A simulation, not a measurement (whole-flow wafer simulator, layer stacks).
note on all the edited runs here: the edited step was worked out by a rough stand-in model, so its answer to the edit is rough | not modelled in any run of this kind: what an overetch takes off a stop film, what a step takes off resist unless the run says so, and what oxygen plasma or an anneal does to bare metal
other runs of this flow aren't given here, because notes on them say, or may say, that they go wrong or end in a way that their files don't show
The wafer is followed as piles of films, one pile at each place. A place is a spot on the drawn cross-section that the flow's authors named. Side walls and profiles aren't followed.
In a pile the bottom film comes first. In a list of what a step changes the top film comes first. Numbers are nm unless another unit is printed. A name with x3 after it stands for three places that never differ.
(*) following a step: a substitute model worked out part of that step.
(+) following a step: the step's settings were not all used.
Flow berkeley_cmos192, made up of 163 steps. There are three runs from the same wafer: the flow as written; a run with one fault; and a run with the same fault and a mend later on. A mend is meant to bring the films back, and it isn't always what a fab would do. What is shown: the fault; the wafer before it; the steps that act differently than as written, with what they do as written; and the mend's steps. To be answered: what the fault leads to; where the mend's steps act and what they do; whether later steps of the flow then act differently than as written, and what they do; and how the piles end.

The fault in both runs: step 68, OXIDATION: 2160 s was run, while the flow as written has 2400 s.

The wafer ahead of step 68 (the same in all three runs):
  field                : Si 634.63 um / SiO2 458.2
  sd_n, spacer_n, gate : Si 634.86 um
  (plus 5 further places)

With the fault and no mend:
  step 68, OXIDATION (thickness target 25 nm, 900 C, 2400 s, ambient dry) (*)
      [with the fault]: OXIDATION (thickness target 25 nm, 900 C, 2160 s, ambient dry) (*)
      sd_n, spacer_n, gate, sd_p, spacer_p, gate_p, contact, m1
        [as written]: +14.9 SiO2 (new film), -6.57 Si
        [with the fault]: +14 SiO2 (new film), -6.15 Si
  Steps later in the flow that act otherwise than as written (34 other steps are not shown; they differ only slightly, by no more than 2% or 0.5 nm, whichever is larger):
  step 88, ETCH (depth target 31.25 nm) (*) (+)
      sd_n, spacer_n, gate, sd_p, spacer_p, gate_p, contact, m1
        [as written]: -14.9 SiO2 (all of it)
        [with the fault]: -14 SiO2 (all of it)
  When the end is reached, the piles differ only a little from the flow's at the places that both follow, at most by 2% or 0.5 nm, whichever is larger.

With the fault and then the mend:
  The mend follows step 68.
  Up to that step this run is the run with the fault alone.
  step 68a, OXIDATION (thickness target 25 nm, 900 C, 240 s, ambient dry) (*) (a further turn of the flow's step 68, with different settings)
      sd_n, spacer_n, gate, sd_p, spacer_p, gate_p, contact, m1
        +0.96 SiO2, -0.42 Si
      field
        +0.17 SiO2, -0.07 Si
  Later steps of the flow that are run all act as written at every place that is followed.
  At every place that both follow, the piles at the end match the flow's.
